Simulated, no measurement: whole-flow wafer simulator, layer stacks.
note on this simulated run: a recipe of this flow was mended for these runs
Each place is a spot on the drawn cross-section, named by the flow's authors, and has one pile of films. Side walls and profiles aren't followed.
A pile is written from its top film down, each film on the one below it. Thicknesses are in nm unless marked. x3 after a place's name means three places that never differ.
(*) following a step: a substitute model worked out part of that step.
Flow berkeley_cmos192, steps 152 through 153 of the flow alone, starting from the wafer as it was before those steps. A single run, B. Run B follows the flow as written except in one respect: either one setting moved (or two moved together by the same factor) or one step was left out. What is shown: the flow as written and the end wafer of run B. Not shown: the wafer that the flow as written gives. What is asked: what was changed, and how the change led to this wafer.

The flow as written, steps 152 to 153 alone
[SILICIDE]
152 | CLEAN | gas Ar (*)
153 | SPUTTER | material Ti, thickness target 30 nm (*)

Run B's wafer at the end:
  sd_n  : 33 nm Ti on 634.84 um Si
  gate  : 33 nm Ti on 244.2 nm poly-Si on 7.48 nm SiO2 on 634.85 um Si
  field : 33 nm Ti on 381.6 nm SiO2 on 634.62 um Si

What caused this: step 153, SPUTTER: thickness target 33 nm was run, whereas the flow has thickness target 30 nm.
One can read it off the wafer: sd_n has Ti 33, and step 153 as written asks for 30 nm.

Step by step, how the change led to this:
  153 | SPUTTER | material Ti, thickness target 30 nm (*)
      field, sd_n, spacer_n, gate, spacer_p, gate_p, contact x2: Ti gains 33 (new film) (as written it would have been: Ti gains 30 (new film))
      sd_p: Ti gains 31 (new film) (as written it would have been: Ti gains 28.2 (new film))
